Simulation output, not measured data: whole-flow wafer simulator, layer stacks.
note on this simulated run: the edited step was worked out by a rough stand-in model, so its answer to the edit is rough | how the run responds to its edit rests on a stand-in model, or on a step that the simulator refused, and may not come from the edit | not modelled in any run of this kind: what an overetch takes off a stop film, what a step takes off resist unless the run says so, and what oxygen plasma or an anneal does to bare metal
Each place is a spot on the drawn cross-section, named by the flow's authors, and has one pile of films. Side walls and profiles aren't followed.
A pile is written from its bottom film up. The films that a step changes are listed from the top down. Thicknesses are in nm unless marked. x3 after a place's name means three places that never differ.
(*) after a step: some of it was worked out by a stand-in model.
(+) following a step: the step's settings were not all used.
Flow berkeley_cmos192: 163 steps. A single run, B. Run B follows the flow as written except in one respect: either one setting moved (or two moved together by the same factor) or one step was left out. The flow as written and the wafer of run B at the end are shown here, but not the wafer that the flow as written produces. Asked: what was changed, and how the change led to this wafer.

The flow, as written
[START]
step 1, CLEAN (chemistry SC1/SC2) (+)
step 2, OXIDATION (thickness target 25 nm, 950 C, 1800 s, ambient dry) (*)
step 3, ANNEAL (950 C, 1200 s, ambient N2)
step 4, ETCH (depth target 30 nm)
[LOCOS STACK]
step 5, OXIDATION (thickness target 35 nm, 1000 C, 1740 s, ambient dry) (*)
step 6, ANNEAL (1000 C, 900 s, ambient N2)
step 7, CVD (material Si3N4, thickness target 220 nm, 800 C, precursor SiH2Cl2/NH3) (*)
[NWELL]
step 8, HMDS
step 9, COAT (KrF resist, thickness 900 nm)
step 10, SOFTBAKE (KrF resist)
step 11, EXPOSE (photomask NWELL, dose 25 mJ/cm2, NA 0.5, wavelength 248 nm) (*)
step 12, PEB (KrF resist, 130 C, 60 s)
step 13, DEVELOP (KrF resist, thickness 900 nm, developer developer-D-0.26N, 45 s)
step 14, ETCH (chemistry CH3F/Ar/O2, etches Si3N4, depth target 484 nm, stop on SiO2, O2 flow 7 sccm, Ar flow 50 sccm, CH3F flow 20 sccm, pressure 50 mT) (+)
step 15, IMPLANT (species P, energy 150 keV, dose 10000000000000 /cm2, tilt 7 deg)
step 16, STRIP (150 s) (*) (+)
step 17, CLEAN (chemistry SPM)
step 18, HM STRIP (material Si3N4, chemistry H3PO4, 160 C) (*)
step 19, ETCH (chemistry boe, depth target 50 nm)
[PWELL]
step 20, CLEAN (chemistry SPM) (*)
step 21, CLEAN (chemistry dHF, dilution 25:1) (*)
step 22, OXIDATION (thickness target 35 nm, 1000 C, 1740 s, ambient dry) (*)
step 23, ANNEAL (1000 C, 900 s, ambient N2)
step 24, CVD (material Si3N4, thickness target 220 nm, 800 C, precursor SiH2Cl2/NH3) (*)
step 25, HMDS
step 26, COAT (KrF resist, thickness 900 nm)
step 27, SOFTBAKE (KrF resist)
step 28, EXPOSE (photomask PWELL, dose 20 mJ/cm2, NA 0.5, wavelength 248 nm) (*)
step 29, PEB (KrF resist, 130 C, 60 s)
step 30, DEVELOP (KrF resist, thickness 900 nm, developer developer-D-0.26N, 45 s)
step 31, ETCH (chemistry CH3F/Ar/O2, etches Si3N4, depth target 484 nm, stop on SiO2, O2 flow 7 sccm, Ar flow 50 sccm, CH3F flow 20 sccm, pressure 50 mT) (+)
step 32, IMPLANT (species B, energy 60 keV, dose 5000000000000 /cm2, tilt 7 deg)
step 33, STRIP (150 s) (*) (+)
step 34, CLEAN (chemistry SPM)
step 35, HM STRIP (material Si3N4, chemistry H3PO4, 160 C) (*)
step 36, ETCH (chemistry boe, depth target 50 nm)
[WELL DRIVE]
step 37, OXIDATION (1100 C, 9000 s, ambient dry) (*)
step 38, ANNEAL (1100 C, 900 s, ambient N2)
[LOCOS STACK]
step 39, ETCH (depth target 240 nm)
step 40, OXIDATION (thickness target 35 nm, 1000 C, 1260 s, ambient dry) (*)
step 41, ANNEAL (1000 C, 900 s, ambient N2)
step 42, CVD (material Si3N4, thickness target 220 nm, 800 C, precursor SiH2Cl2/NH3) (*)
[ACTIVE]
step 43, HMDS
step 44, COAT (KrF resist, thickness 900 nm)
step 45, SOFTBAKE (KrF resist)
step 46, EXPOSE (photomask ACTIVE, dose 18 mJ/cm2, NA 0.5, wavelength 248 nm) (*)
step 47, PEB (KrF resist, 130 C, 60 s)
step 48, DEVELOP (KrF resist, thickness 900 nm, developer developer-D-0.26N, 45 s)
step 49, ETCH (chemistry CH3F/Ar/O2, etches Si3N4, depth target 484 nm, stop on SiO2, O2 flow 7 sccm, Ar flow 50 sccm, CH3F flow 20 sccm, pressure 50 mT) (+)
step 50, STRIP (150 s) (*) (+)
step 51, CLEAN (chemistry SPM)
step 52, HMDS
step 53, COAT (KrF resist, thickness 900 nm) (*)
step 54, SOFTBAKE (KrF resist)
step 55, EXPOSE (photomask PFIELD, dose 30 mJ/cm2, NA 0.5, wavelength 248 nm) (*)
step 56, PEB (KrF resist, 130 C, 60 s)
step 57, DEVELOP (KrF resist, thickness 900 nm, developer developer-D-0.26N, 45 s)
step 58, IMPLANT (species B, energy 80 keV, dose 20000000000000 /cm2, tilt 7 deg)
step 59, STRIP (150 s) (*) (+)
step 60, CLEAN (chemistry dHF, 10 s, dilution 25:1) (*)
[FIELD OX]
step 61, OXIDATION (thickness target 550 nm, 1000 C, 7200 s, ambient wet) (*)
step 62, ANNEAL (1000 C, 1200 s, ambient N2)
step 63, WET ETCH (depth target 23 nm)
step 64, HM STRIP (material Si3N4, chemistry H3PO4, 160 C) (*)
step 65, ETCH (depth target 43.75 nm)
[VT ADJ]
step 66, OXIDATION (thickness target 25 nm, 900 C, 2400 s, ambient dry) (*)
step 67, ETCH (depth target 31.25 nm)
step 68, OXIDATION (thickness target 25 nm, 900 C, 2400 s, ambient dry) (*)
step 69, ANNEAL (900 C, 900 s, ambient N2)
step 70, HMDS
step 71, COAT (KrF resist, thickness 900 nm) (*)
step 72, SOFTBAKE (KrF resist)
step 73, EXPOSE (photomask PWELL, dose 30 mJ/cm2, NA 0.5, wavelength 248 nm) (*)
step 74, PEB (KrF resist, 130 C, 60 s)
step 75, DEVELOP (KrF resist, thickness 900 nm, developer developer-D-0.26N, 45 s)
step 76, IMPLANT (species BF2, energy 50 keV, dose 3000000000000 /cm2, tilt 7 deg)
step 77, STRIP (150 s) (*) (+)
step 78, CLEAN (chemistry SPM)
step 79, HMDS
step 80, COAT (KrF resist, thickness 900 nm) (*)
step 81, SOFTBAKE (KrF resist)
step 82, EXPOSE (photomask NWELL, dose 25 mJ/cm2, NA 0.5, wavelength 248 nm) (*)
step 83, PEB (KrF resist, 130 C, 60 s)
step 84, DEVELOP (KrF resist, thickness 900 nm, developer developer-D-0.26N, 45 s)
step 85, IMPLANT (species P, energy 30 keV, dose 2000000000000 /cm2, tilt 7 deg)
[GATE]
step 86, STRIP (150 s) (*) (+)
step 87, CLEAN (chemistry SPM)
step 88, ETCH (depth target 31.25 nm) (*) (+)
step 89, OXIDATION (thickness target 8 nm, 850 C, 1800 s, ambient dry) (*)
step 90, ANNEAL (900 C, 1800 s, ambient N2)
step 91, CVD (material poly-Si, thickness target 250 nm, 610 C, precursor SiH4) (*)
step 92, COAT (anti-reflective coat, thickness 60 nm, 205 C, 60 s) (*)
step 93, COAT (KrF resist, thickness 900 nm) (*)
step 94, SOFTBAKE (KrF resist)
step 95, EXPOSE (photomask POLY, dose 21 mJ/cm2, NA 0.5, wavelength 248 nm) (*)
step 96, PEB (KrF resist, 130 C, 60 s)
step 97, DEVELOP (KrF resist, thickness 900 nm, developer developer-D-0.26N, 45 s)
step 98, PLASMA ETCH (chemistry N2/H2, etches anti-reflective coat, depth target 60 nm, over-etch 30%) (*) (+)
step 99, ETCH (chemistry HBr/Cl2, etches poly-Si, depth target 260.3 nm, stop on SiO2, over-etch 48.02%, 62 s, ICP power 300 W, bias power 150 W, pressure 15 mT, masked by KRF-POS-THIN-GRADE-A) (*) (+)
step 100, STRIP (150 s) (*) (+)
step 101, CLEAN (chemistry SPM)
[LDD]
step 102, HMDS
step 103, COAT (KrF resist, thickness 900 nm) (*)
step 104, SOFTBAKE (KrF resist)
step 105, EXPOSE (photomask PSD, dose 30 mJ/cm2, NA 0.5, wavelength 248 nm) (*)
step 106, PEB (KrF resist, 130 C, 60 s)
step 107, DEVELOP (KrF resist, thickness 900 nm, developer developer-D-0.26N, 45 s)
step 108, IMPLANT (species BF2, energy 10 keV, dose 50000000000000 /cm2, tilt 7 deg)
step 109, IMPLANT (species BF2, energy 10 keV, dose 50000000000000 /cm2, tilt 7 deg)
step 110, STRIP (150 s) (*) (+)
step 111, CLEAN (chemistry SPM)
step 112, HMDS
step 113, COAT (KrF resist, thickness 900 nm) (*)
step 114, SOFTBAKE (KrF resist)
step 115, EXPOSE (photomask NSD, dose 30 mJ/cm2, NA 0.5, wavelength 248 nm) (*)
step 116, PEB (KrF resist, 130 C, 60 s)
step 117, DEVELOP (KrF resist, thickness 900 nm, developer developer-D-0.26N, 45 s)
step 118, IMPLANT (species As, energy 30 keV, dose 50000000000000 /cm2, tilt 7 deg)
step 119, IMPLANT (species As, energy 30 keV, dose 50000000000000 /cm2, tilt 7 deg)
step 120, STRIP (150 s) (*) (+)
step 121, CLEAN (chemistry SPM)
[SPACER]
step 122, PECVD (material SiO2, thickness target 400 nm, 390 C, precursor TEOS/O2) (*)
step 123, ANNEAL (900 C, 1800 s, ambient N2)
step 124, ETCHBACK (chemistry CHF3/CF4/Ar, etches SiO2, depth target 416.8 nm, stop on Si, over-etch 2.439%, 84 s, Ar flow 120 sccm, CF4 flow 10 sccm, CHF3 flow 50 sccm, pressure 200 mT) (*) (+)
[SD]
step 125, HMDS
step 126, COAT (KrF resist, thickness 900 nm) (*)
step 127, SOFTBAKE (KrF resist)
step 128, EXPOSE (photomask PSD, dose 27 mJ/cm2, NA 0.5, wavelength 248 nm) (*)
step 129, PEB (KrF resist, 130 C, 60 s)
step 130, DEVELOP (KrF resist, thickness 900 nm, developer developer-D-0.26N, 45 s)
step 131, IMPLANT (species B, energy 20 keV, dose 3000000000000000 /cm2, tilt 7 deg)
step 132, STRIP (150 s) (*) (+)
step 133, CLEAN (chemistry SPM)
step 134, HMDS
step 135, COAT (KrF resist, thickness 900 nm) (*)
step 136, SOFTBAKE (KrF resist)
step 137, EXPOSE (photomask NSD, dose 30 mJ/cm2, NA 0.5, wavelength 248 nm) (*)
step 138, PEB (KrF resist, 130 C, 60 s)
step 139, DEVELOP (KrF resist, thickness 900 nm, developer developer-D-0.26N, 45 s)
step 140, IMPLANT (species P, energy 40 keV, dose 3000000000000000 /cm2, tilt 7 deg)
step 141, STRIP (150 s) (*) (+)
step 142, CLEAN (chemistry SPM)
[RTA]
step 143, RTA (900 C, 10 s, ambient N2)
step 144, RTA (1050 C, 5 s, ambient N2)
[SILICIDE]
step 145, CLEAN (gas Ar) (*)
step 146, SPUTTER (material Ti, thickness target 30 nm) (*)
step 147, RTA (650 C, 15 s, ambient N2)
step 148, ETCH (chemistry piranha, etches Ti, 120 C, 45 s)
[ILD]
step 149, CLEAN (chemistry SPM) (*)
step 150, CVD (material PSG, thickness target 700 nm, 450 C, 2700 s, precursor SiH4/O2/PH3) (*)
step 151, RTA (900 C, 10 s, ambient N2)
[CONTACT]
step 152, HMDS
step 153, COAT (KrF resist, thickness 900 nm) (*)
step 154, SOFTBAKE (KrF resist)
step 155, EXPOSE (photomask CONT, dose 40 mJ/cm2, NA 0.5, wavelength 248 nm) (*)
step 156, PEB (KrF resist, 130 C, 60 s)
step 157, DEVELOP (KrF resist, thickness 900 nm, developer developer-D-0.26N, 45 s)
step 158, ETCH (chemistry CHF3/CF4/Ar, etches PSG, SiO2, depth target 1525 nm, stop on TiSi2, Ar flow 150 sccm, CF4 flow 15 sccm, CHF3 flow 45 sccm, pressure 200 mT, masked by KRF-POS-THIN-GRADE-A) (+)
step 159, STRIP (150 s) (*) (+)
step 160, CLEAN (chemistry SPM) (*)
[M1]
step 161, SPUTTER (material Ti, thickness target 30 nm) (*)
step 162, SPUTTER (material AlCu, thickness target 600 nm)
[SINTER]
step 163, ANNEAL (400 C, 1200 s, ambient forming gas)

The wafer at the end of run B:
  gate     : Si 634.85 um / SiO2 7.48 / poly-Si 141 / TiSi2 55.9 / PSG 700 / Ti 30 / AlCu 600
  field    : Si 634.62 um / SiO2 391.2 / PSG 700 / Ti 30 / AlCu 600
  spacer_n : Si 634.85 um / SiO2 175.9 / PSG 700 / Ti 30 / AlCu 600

The reason: step 91, CVD: thickness target 200 nm was run, though the flow has thickness target 250 nm.

The path from the change to this, step by step:
  step 91, CVD (material poly-Si, thickness target 250 nm, 610 C, precursor SiH4) (*)
      field, sd_n, spacer_n and 6 more: +200 poly-Si (new film) (as written it would have been: +250 poly-Si (new film))
  step 92, COAT (anti-reflective coat, thickness 60 nm, 205 C, 60 s) (*)
      contact: +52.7 anti-reflective coat (new film) (as written it would have been: +54 anti-reflective coat (new film))
  step 98, PLASMA ETCH (chemistry N2/H2, etches anti-reflective coat, depth target 60 nm, over-etch 30%) (*) (+)
      contact: -52.7 anti-reflective coat (all of it), -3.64 poly-Si (as written it would have been: -54 anti-reflective coat (all of it), -3.7 poly-Si)
  step 99, ETCH (chemistry HBr/Cl2, etches poly-Si, depth target 260.3 nm, stop on SiO2, over-etch 48.02%, 62 s, ICP power 300 W, bias power 150 W, pressure 15 mT, masked by KRF-POS-THIN-GRADE-A) (*) (+)
      field, spacer_n, spacer_p: -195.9 poly-Si (all of it), -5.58 SiO2 (as written it would have been: -245.8 poly-Si (all of it), -1.74 SiO2)
      sd_n: -198.8 poly-Si (all of it), -5.35 SiO2 (as written it would have been: -248.8 poly-Si (all of it), -1.51 SiO2)
      (as well as at 3 more places)
  step 103, COAT (KrF resist, thickness 900 nm) (*)
      gate: +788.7 KrF resist (new film) (as written it would have been: +748 KrF resist (new film))
      gate_p: +784.7 KrF resist (new film) (as written it would have been: +744.1 KrF resist (new film))
  step 107, DEVELOP (KrF resist, thickness 900 nm, developer developer-D-0.26N, 45 s)
      gate_p: -783.5 KrF resist (all of it) (as written it would have been: -742.9 KrF resist (all of it))
  step 110, STRIP (150 s) (*) (+)
      gate: -773.2 KrF resist (all of it), +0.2 chemical SiO2, -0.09 poly-Si (as written it would have been: -732.7 KrF resist (all of it), +0.2 chemical SiO2, -0.09 poly-Si)
  step 113, COAT (KrF resist, thickness 900 nm) (*)
      gate: +788 KrF resist (new film) (as written it would have been: +747.9 KrF resist (new film))
      gate_p: +784 KrF resist (new film) (as written it would have been: +743.9 KrF resist (new film))
  step 117, DEVELOP (KrF resist, thickness 900 nm, developer developer-D-0.26N, 45 s)
      gate: -786.7 KrF resist (all of it) (as written it would have been: -746.8 KrF resist (all of it))
  step 120, STRIP (150 s) (*) (+)
      gate_p: -768.5 KrF resist (all of it), +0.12 chemical SiO2, -0.05 poly-Si (as written it would have been: -728.6 KrF resist (all of it), +0.12 chemical SiO2, -0.05 poly-Si)
  step 124, ETCHBACK (chemistry CHF3/CF4/Ar, etches SiO2, depth target 416.8 nm, stop on Si, over-etch 2.439%, 84 s, Ar flow 120 sccm, CF4 flow 10 sccm, CHF3 flow 50 sccm, pressure 200 mT) (*) (+)
      spacer_n: -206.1 SiO2 (as written it would have been: -160 SiO2)
      spacer_p: -206.1 SiO2 (as written it would have been: -159.9 SiO2)
  step 126, COAT (KrF resist, thickness 900 nm) (*)
      spacer_n: +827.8 KrF resist (new film) (as written it would have been: +791.6 KrF resist (new film))
      gate: +806.9 KrF resist (new film) (as written it would have been: +771.5 KrF resist (new film))
      (as well as at 2 more places)
  step 130, DEVELOP (KrF resist, thickness 900 nm, developer developer-D-0.26N, 45 s)
      spacer_p: -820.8 KrF resist (all of it) (as written it would have been: -784.6 KrF resist (all of it))
      gate_p: -799.8 KrF resist (all of it) (as written it would have been: -764.3 KrF resist (all of it))
  step 132, STRIP (150 s) (*) (+)
      spacer_n: -812.3 KrF resist (all of it) (as written it would have been: -776.1 KrF resist (all of it))
      gate: +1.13 chemical SiO2 (new film), -791.4 KrF resist (all of it), -0.5 poly-Si (as written it would have been: +1.13 chemical SiO2 (new film), -756.1 KrF resist (all of it), -0.5 poly-Si)
  step 135, COAT (KrF resist, thickness 900 nm) (*)
      spacer_n: +827.4 KrF resist (new film) (as written it would have been: +791.1 KrF resist (new film))
      gate: +805.8 KrF resist (new film) (as written it would have been: +770.3 KrF resist (new film))
      (as well as at 2 more places)
  step 139, DEVELOP (KrF resist, thickness 900 nm, developer developer-D-0.26N, 45 s)
      spacer_n: -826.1 KrF resist (all of it) (as written it would have been: -789.9 KrF resist (all of it))
      gate: -804.6 KrF resist (all of it) (as written it would have been: -769.1 KrF resist (all of it))
  ... 2 further steps ...
  step 159, STRIP (150 s) (*) (+)
      spacer_n: -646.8 KrF resist (all of it) (as written it would have been: -620.3 KrF resist (all of it))
      gate: -623.8 KrF resist (all of it) (as written it would have been: -600.1 KrF resist (all of it))
      (as well as at 2 more places)
